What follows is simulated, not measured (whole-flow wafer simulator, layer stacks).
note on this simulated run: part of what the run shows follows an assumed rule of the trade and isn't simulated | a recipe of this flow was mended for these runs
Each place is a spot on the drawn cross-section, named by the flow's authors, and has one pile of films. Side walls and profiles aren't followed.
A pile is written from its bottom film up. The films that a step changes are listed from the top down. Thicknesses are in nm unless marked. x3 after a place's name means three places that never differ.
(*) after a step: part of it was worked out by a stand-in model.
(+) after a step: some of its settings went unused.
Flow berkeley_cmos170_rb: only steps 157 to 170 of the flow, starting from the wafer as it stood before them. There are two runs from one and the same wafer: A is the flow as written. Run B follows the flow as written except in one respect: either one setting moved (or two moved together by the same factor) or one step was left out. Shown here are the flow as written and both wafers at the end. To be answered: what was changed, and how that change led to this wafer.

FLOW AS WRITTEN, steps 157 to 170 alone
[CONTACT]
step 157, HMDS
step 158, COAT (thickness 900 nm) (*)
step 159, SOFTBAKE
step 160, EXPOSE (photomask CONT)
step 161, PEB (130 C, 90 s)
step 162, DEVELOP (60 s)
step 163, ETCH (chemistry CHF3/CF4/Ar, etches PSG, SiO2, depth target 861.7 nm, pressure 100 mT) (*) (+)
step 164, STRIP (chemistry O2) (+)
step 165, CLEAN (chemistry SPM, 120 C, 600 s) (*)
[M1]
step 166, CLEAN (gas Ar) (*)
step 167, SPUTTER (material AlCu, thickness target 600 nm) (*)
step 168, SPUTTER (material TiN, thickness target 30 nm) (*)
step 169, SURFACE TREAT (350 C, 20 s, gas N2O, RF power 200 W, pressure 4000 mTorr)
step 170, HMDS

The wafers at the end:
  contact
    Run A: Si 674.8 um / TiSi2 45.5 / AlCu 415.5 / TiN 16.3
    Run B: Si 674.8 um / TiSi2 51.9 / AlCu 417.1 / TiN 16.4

The reason: step 163, ETCH: depth target 734 nm was run, while the flow as written has depth target 861.7 nm.

How this came from the change, step by step:
  step 163, ETCH (chemistry CHF3/CF4/Ar, etches PSG, SiO2, depth target 861.7 nm, pressure 100 mT) (*) (+)
      field, sd_n, spacer_n, gate, sd_p, spacer_p, gate_p, m1: A -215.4 KrF-resist | B -183.5 KrF-resist
      contact: A -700 PSG (all of it), -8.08 TiSi2 | B -700 PSG (all of it), -1.7 TiSi2
  step 164, STRIP (chemistry O2) (+)
      field: A -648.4 KrF-resist (all of it) | B -680.3 KrF-resist (all of it)
      sd_n: A -772.5 KrF-resist (all of it) | B -804.4 KrF-resist (all of it)
      (also at 6 further places)
